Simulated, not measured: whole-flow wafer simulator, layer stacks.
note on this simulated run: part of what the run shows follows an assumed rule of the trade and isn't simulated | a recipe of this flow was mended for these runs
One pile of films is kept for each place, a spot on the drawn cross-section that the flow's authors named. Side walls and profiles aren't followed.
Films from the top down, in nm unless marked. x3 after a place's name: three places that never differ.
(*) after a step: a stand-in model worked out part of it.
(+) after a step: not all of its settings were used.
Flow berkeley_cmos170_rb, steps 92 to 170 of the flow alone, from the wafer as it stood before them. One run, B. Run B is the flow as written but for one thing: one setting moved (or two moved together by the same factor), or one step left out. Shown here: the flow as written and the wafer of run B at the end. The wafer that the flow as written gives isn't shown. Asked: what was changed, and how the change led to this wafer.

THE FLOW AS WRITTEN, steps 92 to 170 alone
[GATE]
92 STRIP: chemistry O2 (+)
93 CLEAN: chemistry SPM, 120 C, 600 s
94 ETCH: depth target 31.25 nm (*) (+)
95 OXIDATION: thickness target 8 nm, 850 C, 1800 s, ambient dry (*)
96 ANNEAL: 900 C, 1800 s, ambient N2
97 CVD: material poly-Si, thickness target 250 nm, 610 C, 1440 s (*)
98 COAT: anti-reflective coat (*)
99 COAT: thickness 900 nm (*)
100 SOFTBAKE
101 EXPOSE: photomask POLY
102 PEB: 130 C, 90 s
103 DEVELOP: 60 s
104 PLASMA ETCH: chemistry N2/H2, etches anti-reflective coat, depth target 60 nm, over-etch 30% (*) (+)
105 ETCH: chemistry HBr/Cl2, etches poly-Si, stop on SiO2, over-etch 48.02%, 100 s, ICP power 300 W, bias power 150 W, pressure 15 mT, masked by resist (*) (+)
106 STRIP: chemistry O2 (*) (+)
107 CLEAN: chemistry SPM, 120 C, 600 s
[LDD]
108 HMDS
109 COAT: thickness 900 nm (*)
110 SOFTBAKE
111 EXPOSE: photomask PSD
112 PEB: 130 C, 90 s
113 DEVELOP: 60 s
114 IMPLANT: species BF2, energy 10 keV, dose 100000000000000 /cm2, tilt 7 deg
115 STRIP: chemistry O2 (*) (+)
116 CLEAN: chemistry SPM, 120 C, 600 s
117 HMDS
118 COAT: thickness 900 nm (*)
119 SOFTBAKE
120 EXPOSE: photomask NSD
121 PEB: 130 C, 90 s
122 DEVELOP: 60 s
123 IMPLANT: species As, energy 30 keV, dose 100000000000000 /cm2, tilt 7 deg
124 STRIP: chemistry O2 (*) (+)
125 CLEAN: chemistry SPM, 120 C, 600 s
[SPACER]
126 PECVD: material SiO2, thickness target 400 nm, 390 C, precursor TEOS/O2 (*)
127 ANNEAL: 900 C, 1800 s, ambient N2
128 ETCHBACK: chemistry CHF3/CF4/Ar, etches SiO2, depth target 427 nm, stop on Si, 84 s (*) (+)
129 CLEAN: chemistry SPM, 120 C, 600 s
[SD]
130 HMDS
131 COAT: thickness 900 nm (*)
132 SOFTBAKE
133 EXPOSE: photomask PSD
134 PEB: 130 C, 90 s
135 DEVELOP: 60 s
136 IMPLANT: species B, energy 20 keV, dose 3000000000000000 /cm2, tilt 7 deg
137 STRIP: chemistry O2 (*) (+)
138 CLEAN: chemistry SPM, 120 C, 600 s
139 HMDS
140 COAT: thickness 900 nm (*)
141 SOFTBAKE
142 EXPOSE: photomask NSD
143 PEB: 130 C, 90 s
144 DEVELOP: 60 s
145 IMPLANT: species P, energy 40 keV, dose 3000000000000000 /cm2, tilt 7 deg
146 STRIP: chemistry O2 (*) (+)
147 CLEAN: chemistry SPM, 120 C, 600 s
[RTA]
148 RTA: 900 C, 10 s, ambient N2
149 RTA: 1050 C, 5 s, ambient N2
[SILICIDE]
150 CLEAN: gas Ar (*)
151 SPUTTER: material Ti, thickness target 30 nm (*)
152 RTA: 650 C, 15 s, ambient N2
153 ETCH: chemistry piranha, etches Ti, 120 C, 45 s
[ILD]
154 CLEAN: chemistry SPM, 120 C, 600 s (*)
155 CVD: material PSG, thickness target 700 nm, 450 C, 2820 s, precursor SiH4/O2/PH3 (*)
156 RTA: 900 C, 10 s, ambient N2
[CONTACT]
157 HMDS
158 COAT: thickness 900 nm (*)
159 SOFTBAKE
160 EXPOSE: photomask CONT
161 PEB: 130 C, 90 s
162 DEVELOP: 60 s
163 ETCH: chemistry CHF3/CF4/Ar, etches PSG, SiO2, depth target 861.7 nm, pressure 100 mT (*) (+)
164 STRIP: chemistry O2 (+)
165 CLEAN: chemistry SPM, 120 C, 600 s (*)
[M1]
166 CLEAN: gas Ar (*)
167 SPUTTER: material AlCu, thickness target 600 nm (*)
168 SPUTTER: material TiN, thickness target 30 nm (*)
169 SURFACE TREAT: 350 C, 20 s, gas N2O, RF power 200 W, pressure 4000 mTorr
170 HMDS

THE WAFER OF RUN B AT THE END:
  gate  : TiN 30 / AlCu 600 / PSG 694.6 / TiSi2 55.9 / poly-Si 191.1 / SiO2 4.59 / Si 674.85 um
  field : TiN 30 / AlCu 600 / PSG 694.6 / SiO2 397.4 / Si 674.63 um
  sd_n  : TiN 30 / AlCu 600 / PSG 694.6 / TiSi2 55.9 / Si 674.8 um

The cause: step 95, OXIDATION: thickness target 3.2 nm was run, where the flow has thickness target 8 nm; step 95, OXIDATION: 720 s was run, where the flow has 1800 s.

How the change led to this, step by step:
  95 OXIDATION: thickness target 8 nm, 850 C, 1800 s, ambient dry (*)
      sd_n, spacer_n, gate, sd_p, spacer_p, gate_p, contact, m1: SiO2 +4.59 (new film), Si -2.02 (as written it would be: SiO2 +7.53 (new film), Si -3.31)
